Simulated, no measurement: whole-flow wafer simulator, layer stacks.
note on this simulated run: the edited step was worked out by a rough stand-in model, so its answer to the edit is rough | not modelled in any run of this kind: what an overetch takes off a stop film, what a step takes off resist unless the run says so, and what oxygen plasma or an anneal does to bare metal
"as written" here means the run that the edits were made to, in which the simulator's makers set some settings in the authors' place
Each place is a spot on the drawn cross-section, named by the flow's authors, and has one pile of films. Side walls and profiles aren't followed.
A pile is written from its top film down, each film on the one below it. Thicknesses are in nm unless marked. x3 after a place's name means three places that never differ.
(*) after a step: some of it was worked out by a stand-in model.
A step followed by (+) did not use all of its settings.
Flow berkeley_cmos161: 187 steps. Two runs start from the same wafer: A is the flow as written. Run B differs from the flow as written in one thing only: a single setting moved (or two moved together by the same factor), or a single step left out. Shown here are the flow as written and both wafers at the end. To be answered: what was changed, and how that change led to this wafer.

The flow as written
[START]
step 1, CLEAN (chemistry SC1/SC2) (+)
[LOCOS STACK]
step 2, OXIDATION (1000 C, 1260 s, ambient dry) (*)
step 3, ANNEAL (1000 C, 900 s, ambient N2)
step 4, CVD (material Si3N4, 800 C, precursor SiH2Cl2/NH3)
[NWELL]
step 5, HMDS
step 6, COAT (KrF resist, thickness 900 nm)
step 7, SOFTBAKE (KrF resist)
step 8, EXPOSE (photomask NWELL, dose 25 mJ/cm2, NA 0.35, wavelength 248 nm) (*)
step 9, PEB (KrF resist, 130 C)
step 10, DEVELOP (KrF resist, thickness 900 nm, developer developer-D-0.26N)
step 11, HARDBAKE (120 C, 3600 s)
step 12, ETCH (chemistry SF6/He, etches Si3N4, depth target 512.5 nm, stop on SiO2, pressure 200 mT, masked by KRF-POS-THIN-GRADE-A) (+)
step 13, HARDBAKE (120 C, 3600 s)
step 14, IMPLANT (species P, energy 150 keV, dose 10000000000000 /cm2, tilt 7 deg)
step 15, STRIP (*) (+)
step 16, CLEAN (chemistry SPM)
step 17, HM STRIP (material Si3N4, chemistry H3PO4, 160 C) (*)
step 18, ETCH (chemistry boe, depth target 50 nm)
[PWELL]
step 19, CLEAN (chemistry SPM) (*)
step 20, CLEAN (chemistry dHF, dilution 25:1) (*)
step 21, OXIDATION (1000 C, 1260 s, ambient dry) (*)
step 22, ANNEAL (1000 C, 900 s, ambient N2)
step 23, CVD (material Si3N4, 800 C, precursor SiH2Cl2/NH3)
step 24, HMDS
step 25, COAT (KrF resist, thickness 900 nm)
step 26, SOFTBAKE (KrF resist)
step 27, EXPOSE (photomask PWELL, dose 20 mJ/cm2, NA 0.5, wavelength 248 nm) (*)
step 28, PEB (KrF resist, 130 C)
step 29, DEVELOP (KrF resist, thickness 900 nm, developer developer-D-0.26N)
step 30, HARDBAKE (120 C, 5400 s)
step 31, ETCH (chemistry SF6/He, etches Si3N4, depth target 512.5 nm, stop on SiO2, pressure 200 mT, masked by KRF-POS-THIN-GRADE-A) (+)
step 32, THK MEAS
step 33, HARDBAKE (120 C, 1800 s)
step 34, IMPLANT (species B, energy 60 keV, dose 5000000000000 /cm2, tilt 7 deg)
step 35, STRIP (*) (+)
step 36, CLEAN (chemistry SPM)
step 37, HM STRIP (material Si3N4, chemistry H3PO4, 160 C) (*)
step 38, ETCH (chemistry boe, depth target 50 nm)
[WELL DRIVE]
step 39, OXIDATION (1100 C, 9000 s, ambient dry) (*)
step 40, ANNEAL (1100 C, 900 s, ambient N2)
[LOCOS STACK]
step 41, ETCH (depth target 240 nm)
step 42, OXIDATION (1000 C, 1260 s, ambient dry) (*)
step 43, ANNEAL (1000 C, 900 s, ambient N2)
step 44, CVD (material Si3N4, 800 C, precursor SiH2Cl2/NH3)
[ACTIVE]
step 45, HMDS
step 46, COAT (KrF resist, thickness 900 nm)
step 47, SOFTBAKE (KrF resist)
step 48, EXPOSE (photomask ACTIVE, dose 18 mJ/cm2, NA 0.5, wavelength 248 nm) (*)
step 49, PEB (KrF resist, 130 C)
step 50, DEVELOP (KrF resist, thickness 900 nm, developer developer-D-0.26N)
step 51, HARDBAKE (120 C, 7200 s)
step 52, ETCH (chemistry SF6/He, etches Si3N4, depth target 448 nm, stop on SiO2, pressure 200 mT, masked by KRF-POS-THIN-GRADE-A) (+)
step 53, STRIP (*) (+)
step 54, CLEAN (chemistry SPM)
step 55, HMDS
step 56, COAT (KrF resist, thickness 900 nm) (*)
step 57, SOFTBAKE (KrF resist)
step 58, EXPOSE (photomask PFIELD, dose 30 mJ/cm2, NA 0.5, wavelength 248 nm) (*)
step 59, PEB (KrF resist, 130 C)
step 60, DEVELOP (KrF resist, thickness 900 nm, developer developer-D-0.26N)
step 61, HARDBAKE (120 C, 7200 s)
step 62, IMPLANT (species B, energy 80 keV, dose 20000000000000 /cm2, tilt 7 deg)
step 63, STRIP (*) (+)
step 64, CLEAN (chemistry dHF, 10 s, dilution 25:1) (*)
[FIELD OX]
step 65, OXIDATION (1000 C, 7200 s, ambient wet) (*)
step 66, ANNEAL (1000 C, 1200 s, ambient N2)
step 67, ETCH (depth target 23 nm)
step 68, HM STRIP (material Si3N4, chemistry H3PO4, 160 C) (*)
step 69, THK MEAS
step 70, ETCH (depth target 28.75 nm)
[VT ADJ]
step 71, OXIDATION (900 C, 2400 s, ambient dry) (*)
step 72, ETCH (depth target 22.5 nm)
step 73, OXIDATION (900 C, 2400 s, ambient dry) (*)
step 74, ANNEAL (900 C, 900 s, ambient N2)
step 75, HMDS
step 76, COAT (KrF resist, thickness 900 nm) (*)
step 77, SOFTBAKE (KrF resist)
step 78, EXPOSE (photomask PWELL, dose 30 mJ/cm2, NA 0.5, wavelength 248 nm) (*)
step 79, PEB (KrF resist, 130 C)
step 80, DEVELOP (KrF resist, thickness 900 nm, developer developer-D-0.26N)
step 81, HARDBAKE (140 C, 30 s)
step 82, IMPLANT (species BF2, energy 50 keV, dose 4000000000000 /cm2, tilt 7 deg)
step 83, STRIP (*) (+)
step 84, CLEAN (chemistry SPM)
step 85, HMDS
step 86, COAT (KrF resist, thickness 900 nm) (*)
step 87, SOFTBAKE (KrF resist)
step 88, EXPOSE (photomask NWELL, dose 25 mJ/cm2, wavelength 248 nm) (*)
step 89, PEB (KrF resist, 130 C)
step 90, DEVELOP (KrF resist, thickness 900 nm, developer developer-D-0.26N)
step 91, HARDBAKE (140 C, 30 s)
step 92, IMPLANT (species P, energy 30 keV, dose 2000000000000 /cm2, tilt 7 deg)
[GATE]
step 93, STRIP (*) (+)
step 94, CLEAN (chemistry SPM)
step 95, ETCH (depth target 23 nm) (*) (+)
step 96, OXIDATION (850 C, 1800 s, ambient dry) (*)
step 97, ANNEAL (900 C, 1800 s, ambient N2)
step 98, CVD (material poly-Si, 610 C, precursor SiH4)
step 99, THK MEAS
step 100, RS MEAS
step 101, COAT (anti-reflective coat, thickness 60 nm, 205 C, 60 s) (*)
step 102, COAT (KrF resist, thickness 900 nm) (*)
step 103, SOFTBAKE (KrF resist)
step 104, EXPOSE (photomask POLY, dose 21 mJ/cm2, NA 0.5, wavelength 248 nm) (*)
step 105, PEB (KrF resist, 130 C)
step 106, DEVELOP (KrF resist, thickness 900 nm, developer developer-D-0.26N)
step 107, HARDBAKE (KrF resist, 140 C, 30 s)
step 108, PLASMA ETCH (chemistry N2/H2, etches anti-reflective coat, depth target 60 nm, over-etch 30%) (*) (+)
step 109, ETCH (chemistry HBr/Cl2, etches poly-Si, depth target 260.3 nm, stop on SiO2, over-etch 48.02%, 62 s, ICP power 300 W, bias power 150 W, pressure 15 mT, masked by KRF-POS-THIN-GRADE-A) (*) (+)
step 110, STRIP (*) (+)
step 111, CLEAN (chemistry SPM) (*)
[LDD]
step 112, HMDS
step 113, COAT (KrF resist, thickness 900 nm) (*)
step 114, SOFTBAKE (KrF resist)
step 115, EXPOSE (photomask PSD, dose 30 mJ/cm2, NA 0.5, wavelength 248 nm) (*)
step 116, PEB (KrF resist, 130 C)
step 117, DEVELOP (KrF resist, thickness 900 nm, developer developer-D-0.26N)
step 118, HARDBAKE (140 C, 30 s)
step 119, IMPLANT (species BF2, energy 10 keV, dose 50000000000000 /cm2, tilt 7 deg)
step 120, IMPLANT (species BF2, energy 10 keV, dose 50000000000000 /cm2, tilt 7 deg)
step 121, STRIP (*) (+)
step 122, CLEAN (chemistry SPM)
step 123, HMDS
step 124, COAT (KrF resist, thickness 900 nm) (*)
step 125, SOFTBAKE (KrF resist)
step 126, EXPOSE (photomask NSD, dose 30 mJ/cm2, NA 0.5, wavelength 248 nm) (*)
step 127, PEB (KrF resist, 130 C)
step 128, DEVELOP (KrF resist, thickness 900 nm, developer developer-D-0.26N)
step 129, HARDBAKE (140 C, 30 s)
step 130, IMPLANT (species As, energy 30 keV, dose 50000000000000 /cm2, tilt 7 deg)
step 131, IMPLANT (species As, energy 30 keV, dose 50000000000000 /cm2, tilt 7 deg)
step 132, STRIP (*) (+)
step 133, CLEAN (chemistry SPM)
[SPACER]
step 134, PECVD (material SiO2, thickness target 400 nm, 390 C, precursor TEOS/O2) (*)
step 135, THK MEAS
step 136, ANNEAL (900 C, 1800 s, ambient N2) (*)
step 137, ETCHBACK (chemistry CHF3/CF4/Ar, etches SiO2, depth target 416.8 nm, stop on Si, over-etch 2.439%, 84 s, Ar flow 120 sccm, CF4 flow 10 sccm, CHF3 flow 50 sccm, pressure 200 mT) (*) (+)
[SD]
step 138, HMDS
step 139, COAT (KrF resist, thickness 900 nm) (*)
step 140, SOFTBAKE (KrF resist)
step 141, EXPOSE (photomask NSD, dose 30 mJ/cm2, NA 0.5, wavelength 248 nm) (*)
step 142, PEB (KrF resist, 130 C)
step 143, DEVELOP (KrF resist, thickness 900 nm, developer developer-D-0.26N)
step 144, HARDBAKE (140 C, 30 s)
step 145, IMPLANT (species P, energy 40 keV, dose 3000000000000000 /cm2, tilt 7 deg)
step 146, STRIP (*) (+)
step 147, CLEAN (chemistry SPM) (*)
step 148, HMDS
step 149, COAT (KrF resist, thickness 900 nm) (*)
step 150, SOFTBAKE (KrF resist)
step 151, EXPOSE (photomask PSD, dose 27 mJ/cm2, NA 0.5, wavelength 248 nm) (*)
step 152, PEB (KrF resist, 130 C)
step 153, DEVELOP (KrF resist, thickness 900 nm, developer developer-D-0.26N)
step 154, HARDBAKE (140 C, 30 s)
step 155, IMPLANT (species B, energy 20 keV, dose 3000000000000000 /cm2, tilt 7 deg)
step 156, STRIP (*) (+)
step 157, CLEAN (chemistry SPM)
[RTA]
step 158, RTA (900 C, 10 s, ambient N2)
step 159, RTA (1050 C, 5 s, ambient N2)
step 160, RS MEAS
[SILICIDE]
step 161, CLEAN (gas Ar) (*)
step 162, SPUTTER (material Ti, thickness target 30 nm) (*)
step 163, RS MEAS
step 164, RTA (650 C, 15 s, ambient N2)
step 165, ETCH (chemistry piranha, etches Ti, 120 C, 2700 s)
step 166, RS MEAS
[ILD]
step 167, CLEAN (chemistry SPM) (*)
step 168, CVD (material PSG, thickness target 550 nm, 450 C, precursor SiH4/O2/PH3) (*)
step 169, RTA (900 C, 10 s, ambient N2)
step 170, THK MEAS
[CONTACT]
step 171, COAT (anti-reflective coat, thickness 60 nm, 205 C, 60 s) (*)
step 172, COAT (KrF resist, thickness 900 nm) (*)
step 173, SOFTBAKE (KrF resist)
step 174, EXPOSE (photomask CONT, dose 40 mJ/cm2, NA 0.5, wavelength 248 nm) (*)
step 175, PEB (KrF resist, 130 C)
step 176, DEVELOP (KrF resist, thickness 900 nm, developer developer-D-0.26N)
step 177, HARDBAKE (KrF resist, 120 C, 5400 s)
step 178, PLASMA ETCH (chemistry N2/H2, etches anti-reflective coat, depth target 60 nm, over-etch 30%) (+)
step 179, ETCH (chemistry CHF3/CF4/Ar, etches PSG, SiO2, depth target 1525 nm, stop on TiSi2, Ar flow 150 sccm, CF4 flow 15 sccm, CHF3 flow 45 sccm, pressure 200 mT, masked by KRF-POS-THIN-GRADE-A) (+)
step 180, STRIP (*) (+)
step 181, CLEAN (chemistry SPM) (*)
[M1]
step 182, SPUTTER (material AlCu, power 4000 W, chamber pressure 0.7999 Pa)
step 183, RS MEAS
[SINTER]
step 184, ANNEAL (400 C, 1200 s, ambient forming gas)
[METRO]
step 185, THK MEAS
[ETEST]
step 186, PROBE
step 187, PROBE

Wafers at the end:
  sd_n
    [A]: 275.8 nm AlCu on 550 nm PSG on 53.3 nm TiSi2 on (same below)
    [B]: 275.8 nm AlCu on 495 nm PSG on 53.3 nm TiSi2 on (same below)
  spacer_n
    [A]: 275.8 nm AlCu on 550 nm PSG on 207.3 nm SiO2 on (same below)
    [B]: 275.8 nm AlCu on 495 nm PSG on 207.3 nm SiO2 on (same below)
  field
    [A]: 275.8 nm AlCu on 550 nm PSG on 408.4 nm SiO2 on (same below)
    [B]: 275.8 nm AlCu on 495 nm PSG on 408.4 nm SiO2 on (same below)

Cause: step 168, CVD: thickness target 495 nm was run, while the flow as written has thickness target 550 nm.
The wafer lets one read it off: sd_n has PSG 495, and step 168 as written asks for 550 nm.

The path from the change to this, step by step:
  step 168, CVD (material PSG, thickness target 550 nm, 450 C, precursor SiH4/O2/PH3) (*)
      field, sd_n, spacer_n, gate_n, spacer_p, gate_p, contact, m1: A +550 PSG (new film) | B +495 PSG (new film)
      sd_p: A +521.9 PSG (new film) | B +470.4 PSG (new film)
  step 179, ETCH (chemistry CHF3/CF4/Ar, etches PSG, SiO2, depth target 1525 nm, stop on TiSi2, Ar flow 150 sccm, CF4 flow 15 sccm, CHF3 flow 45 sccm, pressure 200 mT, masked by KRF-POS-THIN-GRADE-A) (+)
      field, sd_n, spacer_n, gate_n, sd_p, spacer_p, gate_p, m1: A -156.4 KrF resist | B -142.7 KrF resist
      contact: A -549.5 PSG (all of it), -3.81 TiSi2 | B -494.5 PSG (all of it), -3.81 TiSi2
  step 180, STRIP (*) (+)
      field: A -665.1 KrF resist (all of it), -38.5 anti-reflective coat (all of it) | B -679.2 KrF resist (all of it), -38.1 anti-reflective coat (all of it)
      sd_n: A -692.5 KrF resist (all of it), -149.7 anti-reflective coat (all of it) | B -707.5 KrF resist (all of it), -148.5 anti-reflective coat (all of it)
      (as well as at 4 more places)
  step 182, SPUTTER (material AlCu, power 4000 W, chamber pressure 0.7999 Pa)
      contact: A +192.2 AlCu (new film) | B +199.4 AlCu (new film)
